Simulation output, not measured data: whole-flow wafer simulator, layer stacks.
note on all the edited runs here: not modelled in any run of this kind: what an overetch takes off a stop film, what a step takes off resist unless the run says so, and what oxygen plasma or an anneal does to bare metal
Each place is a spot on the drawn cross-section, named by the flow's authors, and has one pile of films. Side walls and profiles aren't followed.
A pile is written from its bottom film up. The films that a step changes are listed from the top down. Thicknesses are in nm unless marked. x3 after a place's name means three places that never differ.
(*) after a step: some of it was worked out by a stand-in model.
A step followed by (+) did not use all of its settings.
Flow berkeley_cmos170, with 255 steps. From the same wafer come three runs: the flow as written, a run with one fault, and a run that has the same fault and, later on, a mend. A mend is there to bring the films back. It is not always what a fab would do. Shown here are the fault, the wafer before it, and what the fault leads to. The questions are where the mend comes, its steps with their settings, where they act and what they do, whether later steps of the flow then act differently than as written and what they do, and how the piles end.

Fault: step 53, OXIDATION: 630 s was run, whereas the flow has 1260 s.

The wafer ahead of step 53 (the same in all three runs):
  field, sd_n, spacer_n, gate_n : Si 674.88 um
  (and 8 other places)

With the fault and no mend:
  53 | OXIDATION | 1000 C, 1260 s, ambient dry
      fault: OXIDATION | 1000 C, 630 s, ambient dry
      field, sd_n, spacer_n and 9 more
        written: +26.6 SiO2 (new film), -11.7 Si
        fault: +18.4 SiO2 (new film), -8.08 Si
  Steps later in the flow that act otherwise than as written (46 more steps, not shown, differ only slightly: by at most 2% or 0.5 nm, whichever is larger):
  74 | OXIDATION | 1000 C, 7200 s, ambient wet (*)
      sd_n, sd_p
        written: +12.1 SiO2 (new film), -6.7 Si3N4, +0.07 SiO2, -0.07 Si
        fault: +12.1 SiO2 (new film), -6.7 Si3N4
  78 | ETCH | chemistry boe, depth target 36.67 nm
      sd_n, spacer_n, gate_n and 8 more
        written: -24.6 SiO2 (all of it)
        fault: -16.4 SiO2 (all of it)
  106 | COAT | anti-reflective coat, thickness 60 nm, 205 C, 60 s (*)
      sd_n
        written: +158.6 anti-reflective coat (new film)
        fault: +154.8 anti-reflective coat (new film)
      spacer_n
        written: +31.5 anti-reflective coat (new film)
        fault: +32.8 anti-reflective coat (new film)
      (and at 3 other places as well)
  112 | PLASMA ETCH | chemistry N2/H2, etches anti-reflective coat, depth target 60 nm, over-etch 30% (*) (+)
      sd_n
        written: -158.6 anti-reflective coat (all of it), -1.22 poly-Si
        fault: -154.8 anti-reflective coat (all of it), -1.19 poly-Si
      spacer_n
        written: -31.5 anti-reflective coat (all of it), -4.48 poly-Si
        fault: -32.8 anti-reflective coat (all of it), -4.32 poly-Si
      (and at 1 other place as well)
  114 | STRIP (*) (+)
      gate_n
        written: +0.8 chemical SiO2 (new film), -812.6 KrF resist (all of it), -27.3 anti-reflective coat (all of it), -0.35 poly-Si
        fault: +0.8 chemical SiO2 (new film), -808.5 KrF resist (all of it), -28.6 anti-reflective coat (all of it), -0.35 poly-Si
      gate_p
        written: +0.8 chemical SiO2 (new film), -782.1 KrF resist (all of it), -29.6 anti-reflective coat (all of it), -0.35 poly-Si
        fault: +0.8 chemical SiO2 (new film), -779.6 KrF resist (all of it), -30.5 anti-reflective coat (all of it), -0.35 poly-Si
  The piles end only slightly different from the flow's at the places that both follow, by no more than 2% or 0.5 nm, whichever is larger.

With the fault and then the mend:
  The mend stands after step 53.
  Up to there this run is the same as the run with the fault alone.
  53a | OXIDATION | 1000 C, 630 s, ambient dry (the flow's step 53 again, with other settings)
      field, sd_n, spacer_n and 9 more
        +8.19 SiO2, -3.6 Si
  Every later step of the flow that is run acts as written at every place that is followed.
  By the end, the piles equal the flow's at every place that both follow.
